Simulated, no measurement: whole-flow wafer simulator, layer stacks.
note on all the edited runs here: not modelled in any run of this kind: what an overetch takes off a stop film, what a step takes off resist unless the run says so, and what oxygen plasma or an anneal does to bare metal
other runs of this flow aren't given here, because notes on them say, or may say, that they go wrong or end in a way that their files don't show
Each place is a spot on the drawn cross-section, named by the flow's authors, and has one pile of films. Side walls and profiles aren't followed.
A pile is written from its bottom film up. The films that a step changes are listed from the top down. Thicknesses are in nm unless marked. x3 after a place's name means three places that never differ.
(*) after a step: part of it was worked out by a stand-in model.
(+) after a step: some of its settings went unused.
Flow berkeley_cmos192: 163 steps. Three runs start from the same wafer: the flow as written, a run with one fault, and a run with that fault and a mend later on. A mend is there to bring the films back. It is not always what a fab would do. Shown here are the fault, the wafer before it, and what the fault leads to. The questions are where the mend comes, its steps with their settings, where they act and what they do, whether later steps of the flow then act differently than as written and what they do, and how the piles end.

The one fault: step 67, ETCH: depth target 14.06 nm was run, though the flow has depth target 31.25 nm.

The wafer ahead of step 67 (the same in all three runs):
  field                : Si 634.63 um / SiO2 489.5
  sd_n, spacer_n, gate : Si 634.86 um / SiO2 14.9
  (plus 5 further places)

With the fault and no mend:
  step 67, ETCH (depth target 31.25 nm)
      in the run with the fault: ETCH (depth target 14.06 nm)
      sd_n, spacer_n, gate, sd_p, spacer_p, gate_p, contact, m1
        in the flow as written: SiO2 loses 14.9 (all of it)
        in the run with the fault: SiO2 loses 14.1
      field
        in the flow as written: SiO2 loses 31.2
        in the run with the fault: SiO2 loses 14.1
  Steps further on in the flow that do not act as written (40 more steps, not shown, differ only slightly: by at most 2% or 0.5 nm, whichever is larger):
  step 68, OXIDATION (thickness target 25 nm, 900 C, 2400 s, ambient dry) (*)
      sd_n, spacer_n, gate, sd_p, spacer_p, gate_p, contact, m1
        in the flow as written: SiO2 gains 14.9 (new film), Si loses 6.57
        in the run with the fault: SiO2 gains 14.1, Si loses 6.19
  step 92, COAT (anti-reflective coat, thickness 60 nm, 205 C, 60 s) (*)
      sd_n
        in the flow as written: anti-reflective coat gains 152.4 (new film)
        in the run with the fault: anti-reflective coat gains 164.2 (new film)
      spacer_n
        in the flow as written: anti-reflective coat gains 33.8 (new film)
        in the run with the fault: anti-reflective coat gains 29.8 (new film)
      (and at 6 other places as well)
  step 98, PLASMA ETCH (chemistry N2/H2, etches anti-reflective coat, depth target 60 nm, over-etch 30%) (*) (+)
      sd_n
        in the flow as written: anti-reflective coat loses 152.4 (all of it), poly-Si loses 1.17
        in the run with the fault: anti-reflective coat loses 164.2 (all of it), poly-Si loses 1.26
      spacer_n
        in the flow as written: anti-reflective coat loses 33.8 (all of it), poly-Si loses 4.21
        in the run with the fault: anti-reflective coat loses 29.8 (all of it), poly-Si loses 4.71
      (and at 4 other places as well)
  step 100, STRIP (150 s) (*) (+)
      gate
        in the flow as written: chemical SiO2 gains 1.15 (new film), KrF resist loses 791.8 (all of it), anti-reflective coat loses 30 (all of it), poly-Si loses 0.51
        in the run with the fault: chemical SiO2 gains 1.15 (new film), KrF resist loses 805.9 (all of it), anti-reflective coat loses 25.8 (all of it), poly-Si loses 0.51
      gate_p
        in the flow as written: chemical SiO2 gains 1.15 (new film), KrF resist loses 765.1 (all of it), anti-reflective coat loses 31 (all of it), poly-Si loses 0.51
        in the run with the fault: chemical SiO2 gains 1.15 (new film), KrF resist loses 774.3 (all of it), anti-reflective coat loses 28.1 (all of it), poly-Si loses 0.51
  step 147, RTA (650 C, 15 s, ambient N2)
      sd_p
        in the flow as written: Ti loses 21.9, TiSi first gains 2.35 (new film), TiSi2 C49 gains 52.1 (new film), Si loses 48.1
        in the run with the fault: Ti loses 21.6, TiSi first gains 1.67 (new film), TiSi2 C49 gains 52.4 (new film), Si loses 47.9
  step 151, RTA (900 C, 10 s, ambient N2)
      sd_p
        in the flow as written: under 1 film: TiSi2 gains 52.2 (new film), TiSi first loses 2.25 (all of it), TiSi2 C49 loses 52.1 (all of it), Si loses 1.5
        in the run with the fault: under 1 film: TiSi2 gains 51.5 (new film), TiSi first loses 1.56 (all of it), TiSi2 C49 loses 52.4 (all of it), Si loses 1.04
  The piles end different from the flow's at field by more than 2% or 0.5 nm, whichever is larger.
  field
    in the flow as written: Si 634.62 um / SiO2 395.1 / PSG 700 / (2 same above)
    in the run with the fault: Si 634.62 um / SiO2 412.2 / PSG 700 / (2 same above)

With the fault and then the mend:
  The mend follows step 67.
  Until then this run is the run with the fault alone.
  step 67a, ETCH (depth target 17.19 nm) (a further turn of the flow's step 67, with different settings)
      sd_n, spacer_n, gate, sd_p, spacer_p, gate_p, contact, m1
        SiO2 loses 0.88 (all of it)
      field
        SiO2 loses 17.2
  Every later step of the flow that is run acts as written, at every place that is followed, to within 2% or 0.5 nm, whichever is larger.
  The piles end the same as the flow's at every place that both follow.
